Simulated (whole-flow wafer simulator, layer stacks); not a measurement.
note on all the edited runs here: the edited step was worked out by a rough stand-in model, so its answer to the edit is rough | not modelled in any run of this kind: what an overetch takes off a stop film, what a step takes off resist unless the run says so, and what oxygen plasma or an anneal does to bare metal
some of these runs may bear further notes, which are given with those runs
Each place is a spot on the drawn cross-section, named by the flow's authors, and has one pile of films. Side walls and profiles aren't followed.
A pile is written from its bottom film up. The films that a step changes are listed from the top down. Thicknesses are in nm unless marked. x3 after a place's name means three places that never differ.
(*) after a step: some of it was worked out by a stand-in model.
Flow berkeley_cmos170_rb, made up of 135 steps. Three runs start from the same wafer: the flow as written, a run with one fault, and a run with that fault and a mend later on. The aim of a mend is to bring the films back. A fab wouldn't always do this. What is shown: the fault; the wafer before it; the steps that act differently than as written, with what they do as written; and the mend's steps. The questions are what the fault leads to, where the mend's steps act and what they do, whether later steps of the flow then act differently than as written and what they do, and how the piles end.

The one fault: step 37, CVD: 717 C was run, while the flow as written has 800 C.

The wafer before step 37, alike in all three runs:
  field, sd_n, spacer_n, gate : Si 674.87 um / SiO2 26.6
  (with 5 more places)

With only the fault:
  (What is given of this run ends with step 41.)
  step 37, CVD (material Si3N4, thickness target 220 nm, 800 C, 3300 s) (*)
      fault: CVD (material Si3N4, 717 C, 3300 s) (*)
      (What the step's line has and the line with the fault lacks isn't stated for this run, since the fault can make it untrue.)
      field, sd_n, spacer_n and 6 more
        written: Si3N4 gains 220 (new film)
        fault: Si3N4 gains 51.9 (new film)
  Every later step of the flow up to step 41 that is run acts as written at every place that is followed.
  Once step 41 is done, the piles at field, sd_n, spacer_n and 6 more depart from the flow's by more than 2% or 0.5 nm, whichever is larger.
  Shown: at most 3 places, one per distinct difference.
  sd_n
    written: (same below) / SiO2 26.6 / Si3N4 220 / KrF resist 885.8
    fault: (same below) / SiO2 26.6 / Si3N4 51.9 / KrF resist 885.8
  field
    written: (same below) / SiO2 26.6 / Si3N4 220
    fault: (same below) / SiO2 26.6 / Si3N4 51.9

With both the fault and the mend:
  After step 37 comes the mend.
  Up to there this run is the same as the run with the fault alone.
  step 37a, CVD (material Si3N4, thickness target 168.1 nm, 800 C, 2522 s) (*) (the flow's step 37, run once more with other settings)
      field, sd_n, spacer_n and 6 more
        Si3N4 gains 168.1
  Every later step of the flow that is run acts as written at every place that is followed.
  At every place that both follow, the piles at the end match the flow's.
